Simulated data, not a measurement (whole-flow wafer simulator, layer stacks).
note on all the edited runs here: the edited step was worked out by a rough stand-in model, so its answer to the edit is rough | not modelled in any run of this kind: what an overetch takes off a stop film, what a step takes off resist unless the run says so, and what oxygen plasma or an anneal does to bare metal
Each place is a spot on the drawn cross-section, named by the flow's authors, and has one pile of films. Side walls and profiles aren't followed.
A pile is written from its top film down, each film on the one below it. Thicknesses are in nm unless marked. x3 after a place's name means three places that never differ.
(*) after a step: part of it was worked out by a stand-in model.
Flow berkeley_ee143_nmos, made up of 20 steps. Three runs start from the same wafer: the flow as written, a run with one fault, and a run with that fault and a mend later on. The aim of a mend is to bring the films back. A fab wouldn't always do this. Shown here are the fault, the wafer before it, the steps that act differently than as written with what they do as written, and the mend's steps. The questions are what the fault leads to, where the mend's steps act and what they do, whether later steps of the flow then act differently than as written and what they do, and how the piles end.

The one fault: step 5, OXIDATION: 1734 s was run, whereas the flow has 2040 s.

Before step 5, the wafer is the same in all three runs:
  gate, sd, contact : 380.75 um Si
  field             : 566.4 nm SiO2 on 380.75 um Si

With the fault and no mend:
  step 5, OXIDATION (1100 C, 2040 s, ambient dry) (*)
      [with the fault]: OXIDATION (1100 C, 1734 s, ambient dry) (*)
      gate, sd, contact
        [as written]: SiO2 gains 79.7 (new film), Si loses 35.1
        [with the fault]: SiO2 gains 72.3 (new film), Si loses 31.8
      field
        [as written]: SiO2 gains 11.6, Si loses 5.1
        [with the fault]: SiO2 gains 9.88, Si loses 4.35
  Steps later in the flow that act otherwise than as written (not shown: 1 more step that differs only slightly, by at most 2% or 0.5 nm, whichever is larger):
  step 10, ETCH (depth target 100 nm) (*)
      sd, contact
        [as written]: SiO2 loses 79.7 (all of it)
        [with the fault]: SiO2 loses 72.3 (all of it)
  The piles end different from the flow's at gate by more than 2% or 0.5 nm, whichever is larger.
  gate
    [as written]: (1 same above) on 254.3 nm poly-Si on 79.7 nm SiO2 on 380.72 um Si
    [with the fault]: (1 same above) on 254.3 nm poly-Si on 72.3 nm SiO2 on 380.72 um Si

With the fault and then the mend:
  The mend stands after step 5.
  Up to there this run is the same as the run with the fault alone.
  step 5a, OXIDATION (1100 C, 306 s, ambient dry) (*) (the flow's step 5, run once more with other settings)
      gate, sd, contact
        SiO2 gains 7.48, Si loses 3.29
      field
        SiO2 gains 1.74, Si loses 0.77
  Later steps of the flow that are run all act as written at every place that is followed, up to a difference of at most 2% or 0.5 nm, whichever is larger.
  At the end the piles are close to the flow's at the places that both follow, differing by at most 2% or 0.5 nm, whichever is larger.
